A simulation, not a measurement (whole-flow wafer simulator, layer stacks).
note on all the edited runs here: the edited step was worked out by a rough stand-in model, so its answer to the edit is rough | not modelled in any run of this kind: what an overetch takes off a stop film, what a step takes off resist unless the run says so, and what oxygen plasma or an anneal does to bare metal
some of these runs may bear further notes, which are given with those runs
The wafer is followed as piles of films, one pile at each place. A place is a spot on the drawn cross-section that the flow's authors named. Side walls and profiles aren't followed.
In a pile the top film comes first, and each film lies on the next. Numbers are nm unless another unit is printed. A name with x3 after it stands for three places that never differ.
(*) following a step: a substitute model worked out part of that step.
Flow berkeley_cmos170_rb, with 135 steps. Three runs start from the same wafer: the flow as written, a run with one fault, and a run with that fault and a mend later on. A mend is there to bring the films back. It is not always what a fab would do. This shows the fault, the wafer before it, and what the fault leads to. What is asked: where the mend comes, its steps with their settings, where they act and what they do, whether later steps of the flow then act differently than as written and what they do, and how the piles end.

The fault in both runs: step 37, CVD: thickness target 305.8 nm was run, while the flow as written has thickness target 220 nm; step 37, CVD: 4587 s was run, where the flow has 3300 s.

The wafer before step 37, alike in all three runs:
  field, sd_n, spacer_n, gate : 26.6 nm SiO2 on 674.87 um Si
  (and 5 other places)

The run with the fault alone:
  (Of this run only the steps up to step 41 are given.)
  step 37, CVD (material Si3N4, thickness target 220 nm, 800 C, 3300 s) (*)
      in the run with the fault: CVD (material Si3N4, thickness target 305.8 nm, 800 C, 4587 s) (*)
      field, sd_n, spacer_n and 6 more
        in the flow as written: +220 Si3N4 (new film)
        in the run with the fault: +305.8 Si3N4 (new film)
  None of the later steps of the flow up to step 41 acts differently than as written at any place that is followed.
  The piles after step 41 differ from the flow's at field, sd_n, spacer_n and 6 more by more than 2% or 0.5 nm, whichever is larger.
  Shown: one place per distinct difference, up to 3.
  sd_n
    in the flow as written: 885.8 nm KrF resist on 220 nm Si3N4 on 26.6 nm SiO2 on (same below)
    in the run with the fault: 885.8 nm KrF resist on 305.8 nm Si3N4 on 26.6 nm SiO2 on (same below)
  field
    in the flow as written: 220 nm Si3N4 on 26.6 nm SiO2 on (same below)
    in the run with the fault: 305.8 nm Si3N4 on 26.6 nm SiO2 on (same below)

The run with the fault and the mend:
  The mend follows step 37.
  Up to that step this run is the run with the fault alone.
  step 37a, ETCH (chemistry h3po4, depth target 351.7 nm)
      field, sd_n, spacer_n and 6 more
        -305.8 Si3N4 (all of it)
  step 37b, CLEAN (*)
      does not change any film at any place that is followed
  step 37c, CVD (material Si3N4, thickness target 220 nm, 800 C, 3300 s) (*) (the flow's step 37 again)
      field, sd_n, spacer_n and 6 more
        +220 Si3N4 (new film)
  None of the later steps of the flow acts differently than as written at any place that is followed.
  At every place that both follow, the piles at the end match the flow's.
